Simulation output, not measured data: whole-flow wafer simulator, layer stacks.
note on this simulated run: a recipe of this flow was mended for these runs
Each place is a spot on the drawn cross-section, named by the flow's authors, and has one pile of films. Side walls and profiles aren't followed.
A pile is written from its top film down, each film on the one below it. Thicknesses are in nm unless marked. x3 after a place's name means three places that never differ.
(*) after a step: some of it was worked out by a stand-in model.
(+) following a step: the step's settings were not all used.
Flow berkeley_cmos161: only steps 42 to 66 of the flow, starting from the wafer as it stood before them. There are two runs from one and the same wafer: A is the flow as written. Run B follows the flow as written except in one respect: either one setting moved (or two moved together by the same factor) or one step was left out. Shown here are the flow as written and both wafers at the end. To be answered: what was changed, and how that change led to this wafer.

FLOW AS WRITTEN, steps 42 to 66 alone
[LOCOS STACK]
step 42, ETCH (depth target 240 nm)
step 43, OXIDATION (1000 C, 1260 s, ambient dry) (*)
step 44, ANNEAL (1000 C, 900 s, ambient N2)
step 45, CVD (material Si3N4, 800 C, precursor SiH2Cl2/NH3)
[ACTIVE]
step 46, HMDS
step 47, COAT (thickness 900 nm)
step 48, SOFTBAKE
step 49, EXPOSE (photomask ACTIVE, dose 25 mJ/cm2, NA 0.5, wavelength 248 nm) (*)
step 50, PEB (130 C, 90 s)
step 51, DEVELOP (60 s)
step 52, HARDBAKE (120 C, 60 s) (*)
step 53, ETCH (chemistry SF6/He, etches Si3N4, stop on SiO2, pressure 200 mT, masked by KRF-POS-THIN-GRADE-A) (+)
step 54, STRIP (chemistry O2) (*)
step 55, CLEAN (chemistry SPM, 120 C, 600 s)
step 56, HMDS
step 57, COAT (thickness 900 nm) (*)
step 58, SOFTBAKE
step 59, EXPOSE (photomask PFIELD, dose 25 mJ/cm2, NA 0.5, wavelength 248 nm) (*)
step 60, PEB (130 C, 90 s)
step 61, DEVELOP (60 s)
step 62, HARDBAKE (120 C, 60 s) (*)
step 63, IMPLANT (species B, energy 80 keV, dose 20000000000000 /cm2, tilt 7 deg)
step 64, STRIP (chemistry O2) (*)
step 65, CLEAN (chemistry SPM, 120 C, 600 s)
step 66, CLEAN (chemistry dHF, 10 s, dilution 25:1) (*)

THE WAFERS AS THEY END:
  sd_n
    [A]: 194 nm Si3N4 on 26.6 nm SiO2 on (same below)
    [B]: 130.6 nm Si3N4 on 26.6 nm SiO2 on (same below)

The reason: step 45, CVD: 768 C was run, whereas the flow has 800 C.

The path from the change to this, step by step:
  step 45, CVD (material Si3N4, 800 C, precursor SiH2Cl2/NH3)
      field, sd_n, spacer_n and 6 more: A +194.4 Si3N4 (new film) | B +131 Si3N4 (new film)
  step 53, ETCH (chemistry SF6/He, etches Si3N4, stop on SiO2, pressure 200 mT, masked by KRF-POS-THIN-GRADE-A) (+)
      sd_n, spacer_n, gate_n, sd_p, spacer_p, gate_p, contact, m1: A -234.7 KrF-resist | B -165.8 KrF-resist
      field: A -194.4 Si3N4 (all of it), -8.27 SiO2 | B -131 Si3N4 (all of it), -8.27 SiO2
  step 54, STRIP (chemistry O2) (*)
      sd_n, spacer_n, gate_n, sd_p, spacer_p, gate_p, contact, m1: A -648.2 KrF-resist (all of it) | B -717.2 KrF-resist (all of it)
  step 57, COAT (thickness 900 nm) (*)
      sd_n: A +796.1 KrF-resist (new film) | B +828.4 KrF-resist (new film)
      spacer_n: A +826.1 KrF-resist (new film) | B +848.5 KrF-resist (new film)
      (and at 6 other places as well)
  step 64, STRIP (chemistry O2) (*)
      sd_n: A -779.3 KrF-resist (all of it) | B -811.5 KrF-resist (all of it)
      spacer_n: A -809.2 KrF-resist (all of it) | B -831.6 KrF-resist (all of it)
      (and at 6 other places as well)
